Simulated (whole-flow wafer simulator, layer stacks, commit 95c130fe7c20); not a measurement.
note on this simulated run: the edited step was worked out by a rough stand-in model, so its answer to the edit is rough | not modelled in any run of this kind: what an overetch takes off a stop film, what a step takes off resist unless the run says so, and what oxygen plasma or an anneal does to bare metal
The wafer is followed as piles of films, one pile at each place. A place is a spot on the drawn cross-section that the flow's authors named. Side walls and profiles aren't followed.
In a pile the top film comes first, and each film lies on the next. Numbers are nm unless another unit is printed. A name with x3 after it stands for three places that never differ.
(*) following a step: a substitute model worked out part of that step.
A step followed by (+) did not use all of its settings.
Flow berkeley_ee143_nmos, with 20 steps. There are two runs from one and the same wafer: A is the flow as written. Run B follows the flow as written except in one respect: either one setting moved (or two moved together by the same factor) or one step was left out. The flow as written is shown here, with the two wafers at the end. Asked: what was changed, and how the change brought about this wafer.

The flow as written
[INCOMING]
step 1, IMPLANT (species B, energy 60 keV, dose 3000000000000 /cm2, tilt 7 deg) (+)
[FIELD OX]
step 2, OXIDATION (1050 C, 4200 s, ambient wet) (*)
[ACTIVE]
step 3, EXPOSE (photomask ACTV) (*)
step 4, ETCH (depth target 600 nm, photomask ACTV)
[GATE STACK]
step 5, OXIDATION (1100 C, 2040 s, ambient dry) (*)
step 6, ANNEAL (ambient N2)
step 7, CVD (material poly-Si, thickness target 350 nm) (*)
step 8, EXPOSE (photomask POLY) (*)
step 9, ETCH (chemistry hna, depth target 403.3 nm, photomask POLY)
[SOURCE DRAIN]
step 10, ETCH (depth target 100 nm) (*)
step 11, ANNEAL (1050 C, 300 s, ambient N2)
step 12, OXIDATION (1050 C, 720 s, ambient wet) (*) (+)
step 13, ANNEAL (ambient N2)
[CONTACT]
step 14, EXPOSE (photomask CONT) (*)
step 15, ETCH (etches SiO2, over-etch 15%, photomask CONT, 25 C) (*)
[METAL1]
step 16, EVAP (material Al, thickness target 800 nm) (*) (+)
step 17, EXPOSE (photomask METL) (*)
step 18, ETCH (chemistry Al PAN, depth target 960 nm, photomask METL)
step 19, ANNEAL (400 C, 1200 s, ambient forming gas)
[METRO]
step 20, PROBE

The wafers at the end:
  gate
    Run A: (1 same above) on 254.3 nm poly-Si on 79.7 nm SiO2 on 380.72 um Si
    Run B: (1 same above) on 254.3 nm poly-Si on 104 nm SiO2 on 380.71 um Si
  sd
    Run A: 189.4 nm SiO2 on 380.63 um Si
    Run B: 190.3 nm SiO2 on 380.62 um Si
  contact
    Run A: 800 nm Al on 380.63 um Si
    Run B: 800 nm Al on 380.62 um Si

The reason: step 5, OXIDATION: 3162 s was run, whereas the flow has 2040 s.

Step by step, how the change led to this:
  step 5, OXIDATION (1100 C, 2040 s, ambient dry) (*)
      gate, sd, contact: A +79.7 SiO2 (new film), -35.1 Si | B +104 SiO2 (new film), -45.8 Si
      field: A +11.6 SiO2, -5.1 Si | B +17.9 SiO2, -7.87 Si
  step 10, ETCH (depth target 100 nm) (*)
      sd, contact: A -79.7 SiO2 (all of it) | B -100 SiO2
  step 12, OXIDATION (1050 C, 720 s, ambient wet) (*) (+)
      sd, contact: A +189.4 SiO2 (new film), -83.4 Si | B +186.3 SiO2, -82 Si
